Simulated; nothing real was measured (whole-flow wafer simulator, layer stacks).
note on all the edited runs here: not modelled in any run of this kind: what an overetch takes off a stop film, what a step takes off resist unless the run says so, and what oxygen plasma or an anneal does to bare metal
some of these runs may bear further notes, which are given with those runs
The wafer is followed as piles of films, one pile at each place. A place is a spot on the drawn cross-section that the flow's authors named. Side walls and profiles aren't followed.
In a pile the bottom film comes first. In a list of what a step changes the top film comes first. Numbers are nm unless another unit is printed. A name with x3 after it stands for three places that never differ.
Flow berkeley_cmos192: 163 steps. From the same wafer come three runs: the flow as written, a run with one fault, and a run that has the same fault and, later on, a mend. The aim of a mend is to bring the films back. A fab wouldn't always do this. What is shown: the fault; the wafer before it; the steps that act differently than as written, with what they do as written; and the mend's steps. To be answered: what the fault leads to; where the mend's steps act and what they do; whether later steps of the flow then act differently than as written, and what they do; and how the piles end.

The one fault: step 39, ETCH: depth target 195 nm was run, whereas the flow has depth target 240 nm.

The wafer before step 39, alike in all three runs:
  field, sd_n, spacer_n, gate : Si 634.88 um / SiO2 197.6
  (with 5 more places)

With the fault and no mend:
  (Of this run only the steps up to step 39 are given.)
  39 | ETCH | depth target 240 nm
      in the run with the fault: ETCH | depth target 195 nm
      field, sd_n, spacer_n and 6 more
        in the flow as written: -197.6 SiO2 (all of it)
        in the run with the fault: -195 SiO2
  After step 39, at field, sd_n, spacer_n and 6 more, the piles differ from the flow's by more than 2% or 0.5 nm, whichever is larger.
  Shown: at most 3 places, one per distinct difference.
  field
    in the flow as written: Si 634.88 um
    in the run with the fault: Si 634.88 um / SiO2 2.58

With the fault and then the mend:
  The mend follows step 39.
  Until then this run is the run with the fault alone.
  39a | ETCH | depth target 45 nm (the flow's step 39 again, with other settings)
      field, sd_n, spacer_n and 6 more
        -2.58 SiO2 (all of it)
  Every later step of the flow that is run acts as written at every place that is followed.
  By the end, the piles equal the flow's at every place that both follow.
